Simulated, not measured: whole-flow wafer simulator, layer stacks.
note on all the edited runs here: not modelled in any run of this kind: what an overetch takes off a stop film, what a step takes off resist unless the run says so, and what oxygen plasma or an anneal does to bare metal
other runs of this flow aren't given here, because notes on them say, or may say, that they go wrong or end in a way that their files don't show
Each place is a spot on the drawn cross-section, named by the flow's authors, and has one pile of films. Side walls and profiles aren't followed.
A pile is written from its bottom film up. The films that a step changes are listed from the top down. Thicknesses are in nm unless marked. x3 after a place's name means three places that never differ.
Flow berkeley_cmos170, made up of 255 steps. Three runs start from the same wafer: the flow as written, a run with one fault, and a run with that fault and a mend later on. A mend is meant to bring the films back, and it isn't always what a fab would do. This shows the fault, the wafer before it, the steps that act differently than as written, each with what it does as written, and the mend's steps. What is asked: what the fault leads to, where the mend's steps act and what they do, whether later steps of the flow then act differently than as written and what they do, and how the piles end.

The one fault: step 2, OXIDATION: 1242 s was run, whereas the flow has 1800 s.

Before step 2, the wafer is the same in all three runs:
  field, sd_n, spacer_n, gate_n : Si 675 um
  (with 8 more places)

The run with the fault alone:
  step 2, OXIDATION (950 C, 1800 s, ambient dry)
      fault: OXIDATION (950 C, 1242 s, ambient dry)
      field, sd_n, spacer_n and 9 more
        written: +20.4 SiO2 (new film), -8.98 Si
        fault: +16.3 SiO2 (new film), -7.16 Si
  Steps further on in the flow that do not act as written:
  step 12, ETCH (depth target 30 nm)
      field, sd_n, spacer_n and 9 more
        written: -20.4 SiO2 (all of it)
        fault: -16.3 SiO2 (all of it)
  At the end the piles are close to the flow's at the places that both follow, differing by at most 2% or 0.5 nm, whichever is larger.

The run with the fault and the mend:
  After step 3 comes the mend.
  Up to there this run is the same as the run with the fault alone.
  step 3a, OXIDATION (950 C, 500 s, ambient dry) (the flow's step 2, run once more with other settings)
      field, sd_n, spacer_n and 9 more
        +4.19 SiO2, -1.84 Si
  None of the later steps of the flow differs from how it acts as written, at any place that is followed, by more than 2% or 0.5 nm, whichever is larger.
  By the end, the piles equal the flow's at every place that both follow.
